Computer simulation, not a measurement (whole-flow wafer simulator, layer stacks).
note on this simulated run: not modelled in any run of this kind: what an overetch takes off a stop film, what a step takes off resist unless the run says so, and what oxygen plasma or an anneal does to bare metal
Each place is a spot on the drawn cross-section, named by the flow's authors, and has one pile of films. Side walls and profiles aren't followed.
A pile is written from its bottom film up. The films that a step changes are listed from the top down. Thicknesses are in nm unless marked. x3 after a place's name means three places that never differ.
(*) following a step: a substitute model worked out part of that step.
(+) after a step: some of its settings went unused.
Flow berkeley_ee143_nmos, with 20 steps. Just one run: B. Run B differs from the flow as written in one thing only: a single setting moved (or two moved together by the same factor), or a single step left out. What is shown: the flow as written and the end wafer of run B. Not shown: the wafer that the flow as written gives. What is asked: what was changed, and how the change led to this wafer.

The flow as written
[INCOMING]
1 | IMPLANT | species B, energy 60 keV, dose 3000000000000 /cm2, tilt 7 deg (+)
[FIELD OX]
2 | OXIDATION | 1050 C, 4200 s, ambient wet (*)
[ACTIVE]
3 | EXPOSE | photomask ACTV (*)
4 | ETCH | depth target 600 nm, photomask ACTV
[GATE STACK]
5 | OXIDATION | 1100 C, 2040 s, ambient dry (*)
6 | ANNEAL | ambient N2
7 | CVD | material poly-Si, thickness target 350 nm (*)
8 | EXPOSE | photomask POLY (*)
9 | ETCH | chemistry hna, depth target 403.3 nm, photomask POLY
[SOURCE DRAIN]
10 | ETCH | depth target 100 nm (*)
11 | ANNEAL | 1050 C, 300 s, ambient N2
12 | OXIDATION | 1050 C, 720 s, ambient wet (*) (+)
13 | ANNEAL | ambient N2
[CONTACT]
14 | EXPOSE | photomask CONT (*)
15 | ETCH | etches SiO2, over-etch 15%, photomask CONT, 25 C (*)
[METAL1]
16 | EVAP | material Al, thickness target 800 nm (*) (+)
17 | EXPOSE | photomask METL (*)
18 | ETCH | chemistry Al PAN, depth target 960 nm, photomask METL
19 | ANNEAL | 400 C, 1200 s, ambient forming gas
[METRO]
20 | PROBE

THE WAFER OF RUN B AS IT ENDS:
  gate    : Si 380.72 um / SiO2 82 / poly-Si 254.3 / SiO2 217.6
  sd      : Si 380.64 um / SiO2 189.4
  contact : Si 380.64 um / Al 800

What caused this: step 4, ETCH: depth target 554 nm was run, whereas the flow has depth target 600 nm.

The path from the change to this, step by step:
  4 | ETCH | depth target 600 nm, photomask ACTV
      gate, sd, contact: -554 SiO2 (as written it would have been: -566.4 SiO2 (all of it))
  5 | OXIDATION | 1100 C, 2040 s, ambient dry (*)
      gate, sd, contact: +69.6 SiO2, -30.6 Si (as written it would have been: +79.7 SiO2 (new film), -35.1 Si)
  10 | ETCH | depth target 100 nm (*)
      sd, contact: -82 SiO2 (all of it) (as written it would have been: -79.7 SiO2 (all of it))
